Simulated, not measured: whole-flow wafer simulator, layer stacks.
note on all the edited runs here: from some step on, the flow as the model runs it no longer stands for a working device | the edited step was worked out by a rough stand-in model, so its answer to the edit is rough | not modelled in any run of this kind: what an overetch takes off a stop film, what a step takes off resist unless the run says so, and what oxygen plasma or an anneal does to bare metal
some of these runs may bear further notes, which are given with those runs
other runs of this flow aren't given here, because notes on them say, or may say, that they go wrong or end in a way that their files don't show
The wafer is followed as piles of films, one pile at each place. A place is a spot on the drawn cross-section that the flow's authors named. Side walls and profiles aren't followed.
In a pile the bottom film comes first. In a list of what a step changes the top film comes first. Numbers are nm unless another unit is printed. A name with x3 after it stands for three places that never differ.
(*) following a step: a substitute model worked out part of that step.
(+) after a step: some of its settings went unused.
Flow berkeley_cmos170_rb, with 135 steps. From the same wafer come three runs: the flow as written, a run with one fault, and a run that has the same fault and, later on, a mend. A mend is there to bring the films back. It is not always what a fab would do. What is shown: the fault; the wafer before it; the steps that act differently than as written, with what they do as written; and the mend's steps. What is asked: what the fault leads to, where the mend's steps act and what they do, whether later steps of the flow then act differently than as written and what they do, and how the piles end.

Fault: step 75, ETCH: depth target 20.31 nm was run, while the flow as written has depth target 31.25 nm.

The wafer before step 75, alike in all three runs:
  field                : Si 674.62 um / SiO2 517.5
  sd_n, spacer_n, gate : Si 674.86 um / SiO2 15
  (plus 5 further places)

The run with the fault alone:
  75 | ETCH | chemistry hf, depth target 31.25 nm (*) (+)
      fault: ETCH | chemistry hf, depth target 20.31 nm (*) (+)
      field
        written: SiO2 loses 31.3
        fault: SiO2 loses 20.3
  Later steps of the flow acting differently than as written (23 more steps, not shown, differ only slightly: by at most 2% or 0.5 nm, whichever is larger):
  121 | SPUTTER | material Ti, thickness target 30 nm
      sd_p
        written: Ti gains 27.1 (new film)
        fault: Ti gains 25.3 (new film)
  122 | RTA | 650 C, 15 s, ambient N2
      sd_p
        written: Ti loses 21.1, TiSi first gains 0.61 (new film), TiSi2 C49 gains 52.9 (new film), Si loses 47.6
        fault: Ti loses 19.7, TiSi2 C49 gains 50.1 (new film), Si loses 44.7
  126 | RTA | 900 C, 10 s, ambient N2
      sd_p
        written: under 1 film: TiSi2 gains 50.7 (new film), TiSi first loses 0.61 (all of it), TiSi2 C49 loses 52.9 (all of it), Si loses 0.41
        fault: under 1 film: TiSi2 gains 47.2 (new film), TiSi2 C49 loses 50.1 (all of it)
  At sd_p, the piles at the end differ from the flow's by more than 2% or 0.5 nm, whichever is larger.
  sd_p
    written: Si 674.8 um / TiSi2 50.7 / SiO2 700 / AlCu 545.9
    fault: Si 674.81 um / TiSi2 47.2 / SiO2 700 / AlCu 541.4

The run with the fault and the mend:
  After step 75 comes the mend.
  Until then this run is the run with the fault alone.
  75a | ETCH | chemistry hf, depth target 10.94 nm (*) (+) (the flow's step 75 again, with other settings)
      field
        SiO2 loses 10.9
  Every later step of the flow that is run acts as written, at every place that is followed, to within 2% or 0.5 nm, whichever is larger.
  By the end, the piles equal the flow's at every place that both follow.
